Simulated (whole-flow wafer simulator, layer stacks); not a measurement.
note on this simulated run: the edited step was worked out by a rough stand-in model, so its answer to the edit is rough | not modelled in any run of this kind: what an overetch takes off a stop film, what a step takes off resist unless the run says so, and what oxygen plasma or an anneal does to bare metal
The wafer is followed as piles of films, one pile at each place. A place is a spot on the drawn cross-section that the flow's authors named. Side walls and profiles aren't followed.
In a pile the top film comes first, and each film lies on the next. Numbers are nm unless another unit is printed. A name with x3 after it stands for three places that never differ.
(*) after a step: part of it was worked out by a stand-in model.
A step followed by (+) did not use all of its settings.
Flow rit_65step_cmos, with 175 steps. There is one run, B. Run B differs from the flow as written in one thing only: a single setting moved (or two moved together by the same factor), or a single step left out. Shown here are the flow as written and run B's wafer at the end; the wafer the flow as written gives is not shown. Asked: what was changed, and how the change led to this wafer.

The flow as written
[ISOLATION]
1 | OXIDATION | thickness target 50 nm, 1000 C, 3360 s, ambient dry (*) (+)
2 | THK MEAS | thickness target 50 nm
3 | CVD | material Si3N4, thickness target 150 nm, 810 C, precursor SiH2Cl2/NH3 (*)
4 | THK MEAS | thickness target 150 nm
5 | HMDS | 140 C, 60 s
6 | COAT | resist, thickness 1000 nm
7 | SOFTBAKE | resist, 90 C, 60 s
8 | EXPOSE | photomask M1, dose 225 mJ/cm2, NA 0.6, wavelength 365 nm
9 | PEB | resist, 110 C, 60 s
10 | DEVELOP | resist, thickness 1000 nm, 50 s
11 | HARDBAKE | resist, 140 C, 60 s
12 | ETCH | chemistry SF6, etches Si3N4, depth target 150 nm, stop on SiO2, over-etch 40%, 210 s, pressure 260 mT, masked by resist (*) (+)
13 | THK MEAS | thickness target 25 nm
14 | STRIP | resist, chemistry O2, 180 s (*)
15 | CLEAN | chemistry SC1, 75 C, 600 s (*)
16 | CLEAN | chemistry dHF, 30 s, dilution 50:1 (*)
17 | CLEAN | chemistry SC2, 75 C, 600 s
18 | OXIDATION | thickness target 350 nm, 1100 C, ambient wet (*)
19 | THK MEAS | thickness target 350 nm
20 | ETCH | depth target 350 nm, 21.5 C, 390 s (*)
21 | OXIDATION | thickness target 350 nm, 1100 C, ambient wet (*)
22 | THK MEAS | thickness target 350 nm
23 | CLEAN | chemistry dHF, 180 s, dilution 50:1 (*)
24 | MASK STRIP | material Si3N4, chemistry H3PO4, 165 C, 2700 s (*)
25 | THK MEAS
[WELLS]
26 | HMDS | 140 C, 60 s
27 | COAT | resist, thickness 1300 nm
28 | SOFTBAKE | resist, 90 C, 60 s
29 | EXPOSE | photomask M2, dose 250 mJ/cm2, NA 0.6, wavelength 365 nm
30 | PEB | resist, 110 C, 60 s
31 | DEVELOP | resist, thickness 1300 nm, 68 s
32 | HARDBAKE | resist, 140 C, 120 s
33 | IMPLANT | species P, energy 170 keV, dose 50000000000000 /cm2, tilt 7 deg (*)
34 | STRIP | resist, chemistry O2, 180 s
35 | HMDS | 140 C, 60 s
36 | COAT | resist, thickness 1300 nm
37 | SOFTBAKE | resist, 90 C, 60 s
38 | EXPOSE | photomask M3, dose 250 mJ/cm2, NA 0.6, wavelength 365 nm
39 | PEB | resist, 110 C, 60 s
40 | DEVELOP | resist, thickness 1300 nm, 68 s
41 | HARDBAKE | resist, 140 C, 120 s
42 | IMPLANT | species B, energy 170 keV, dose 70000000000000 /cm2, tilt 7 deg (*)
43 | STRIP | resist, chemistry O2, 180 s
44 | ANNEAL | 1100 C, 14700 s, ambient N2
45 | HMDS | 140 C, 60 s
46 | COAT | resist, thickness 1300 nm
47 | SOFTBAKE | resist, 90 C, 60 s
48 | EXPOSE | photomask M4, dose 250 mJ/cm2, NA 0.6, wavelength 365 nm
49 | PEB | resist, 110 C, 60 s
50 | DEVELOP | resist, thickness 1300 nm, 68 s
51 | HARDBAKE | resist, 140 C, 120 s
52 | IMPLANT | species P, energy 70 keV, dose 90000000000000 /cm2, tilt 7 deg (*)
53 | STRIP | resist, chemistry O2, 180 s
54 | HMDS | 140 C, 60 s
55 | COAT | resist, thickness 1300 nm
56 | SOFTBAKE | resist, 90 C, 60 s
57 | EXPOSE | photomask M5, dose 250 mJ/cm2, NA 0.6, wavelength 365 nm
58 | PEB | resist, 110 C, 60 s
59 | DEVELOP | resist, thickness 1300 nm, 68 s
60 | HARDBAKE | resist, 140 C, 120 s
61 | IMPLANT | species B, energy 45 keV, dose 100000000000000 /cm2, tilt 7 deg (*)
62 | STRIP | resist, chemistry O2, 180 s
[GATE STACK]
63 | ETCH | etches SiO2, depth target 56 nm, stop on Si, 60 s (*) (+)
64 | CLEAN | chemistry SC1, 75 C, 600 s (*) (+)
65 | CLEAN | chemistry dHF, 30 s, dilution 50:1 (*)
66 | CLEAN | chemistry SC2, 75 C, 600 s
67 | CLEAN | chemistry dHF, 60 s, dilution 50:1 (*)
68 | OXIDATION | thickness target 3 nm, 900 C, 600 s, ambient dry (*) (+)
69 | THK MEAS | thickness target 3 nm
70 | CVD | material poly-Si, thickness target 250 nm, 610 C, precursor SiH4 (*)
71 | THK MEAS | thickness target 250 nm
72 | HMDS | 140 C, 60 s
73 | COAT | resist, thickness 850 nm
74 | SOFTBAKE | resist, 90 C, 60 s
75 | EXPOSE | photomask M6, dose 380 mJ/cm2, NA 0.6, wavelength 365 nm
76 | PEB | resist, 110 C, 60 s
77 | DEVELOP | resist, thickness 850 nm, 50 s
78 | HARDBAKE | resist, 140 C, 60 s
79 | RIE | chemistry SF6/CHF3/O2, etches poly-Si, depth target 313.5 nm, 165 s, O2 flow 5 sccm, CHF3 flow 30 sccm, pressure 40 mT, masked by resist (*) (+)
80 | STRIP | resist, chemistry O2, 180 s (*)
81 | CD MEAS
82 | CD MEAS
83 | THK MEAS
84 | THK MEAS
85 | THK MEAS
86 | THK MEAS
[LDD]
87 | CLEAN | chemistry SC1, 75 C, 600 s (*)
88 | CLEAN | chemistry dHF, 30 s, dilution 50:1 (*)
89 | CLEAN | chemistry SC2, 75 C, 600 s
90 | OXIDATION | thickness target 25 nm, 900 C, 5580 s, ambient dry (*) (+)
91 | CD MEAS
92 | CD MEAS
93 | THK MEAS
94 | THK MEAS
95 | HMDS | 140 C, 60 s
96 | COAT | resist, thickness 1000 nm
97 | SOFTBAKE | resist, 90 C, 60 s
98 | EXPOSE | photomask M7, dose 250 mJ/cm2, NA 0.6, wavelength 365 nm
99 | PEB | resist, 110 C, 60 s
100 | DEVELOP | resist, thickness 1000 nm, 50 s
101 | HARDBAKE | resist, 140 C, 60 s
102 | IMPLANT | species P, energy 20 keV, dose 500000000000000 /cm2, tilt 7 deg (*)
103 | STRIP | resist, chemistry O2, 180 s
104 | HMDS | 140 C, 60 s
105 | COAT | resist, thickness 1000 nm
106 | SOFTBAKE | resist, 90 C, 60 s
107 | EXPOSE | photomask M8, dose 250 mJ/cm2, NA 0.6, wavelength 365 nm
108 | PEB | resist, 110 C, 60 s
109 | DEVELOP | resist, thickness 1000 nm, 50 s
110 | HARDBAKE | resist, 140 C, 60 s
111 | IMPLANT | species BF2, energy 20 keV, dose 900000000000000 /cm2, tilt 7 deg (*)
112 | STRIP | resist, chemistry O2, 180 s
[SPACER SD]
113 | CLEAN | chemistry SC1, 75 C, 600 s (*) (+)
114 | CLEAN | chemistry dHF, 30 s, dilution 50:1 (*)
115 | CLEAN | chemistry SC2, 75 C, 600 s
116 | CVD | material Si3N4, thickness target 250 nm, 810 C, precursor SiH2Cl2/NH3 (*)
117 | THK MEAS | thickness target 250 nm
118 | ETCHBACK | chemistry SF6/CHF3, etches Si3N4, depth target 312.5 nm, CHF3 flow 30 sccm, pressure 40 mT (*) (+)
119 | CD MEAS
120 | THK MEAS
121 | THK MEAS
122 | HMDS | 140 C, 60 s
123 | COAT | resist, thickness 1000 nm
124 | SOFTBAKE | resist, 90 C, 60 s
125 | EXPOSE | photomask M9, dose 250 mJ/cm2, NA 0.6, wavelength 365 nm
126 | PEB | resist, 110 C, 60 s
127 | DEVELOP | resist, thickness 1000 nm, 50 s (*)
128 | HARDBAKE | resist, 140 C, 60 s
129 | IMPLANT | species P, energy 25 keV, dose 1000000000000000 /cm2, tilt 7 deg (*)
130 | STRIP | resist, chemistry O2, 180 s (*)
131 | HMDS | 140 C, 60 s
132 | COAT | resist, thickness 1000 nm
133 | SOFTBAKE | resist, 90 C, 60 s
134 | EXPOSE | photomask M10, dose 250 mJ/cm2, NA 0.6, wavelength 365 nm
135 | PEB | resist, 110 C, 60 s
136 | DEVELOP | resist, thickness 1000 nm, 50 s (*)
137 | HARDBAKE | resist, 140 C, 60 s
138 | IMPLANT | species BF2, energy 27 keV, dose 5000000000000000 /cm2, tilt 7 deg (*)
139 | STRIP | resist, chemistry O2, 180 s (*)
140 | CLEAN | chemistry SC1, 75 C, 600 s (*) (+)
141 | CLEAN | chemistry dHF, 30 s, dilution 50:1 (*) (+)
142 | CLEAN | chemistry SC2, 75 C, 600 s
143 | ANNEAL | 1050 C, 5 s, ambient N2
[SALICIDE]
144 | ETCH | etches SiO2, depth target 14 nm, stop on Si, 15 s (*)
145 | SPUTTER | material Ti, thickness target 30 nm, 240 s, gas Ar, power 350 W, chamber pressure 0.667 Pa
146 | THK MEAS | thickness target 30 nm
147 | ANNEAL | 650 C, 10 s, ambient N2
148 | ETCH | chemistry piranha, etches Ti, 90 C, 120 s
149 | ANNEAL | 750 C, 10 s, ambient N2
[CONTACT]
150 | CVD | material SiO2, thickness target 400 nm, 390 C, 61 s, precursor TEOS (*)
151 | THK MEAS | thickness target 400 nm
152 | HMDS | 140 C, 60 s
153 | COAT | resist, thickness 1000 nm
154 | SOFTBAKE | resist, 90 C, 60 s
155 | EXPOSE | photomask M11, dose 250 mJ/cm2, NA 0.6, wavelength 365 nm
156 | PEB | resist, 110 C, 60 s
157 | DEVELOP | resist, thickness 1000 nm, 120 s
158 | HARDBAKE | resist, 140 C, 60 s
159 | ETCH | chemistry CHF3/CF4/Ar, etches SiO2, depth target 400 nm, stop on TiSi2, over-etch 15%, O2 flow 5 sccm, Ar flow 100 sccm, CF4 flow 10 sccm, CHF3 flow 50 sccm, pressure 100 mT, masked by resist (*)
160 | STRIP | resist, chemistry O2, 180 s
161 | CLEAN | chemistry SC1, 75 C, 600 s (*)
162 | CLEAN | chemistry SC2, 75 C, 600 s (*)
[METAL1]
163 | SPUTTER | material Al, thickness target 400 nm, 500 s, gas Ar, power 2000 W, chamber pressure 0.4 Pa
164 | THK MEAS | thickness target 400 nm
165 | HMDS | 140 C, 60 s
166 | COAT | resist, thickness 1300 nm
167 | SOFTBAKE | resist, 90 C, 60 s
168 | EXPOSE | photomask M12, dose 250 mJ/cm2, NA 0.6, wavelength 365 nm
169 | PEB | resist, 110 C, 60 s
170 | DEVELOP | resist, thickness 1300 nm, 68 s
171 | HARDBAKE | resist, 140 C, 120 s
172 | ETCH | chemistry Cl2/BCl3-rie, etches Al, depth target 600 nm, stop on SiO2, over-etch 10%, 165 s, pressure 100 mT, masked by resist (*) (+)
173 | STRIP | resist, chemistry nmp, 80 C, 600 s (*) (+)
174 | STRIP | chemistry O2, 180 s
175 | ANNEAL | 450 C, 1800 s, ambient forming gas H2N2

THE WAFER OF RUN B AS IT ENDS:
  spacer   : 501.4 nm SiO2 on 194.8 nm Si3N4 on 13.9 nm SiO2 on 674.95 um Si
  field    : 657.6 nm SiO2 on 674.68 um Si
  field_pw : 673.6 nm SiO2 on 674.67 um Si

Cause: step 150, CVD: thickness target 538 nm was run, whereas the flow has thickness target 400 nm; step 150, CVD: 82 s was run, where the flow has 61 s.

The path from the change to this, step by step:
  150 | CVD | material SiO2, thickness target 400 nm, 390 C, 61 s, precursor TEOS (*)
      field, field_pw, field_nw, field_p: +538 SiO2 (as written it would have been: +400 SiO2)
      spacer, spacer_p: +538 SiO2 (new film) (as written it would have been: +400 SiO2 (new film))
      (as well as at 2 more places)
